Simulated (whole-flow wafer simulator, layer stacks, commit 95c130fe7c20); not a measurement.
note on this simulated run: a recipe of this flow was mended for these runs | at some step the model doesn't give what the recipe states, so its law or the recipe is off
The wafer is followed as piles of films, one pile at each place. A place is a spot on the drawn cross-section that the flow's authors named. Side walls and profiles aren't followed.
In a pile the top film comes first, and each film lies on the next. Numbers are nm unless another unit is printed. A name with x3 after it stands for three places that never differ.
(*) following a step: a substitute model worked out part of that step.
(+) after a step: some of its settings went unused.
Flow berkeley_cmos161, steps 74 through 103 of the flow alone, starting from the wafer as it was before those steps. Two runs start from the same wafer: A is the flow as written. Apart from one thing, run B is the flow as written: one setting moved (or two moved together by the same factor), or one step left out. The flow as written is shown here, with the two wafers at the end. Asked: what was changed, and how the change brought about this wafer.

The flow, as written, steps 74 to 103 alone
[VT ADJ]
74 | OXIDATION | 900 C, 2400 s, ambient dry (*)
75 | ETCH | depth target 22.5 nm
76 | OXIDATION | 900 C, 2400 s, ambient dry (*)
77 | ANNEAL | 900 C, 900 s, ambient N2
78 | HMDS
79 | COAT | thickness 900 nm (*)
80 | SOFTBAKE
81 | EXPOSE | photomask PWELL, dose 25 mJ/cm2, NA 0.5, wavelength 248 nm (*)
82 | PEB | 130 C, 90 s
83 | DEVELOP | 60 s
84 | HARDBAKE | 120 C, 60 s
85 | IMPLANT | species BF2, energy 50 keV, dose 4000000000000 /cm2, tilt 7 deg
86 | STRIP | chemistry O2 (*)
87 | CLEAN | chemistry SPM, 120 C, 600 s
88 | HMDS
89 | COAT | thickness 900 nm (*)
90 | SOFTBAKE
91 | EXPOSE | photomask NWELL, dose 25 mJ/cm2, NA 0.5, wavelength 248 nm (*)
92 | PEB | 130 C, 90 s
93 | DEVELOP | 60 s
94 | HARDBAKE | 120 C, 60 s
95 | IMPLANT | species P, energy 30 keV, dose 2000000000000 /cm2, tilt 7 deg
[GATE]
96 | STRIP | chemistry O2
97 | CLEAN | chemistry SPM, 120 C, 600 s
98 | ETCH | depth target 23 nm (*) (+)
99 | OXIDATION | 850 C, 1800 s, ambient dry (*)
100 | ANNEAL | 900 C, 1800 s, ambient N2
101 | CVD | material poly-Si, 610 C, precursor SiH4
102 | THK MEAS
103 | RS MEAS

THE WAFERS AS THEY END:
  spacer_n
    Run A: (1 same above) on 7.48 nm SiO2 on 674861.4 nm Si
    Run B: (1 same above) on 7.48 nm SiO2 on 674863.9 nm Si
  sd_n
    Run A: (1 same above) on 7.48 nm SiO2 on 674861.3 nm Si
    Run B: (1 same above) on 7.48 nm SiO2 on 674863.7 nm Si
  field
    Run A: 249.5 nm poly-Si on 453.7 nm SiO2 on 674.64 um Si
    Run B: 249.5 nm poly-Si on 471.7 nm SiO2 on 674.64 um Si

Cause: step 75, ETCH: depth target 4.5 nm was run, though the flow has depth target 22.5 nm.

The path from the change to this, step by step:
  75 | ETCH | depth target 22.5 nm
      sd_n, spacer_n, gate_n, sd_p, spacer_p, gate_p, contact, m1: A SiO2 loses 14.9 (all of it) | B SiO2 loses 4.5
      field: A SiO2 loses 22.5 | B SiO2 loses 4.5
  76 | OXIDATION | 900 C, 2400 s, ambient dry (*)
      sd_n, spacer_n, gate_n, sd_p, spacer_p, gate_p, contact, m1: A SiO2 gains 14.9 (new film), Si loses 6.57 | B SiO2 gains 9.4, Si loses 4.13
  98 | ETCH | depth target 23 nm (*) (+)
      sd_n, spacer_n, gate_n, sd_p, spacer_p, gate_p, contact, m1: A SiO2 loses 14.9 (all of it) | B SiO2 loses 19.8 (all of it)
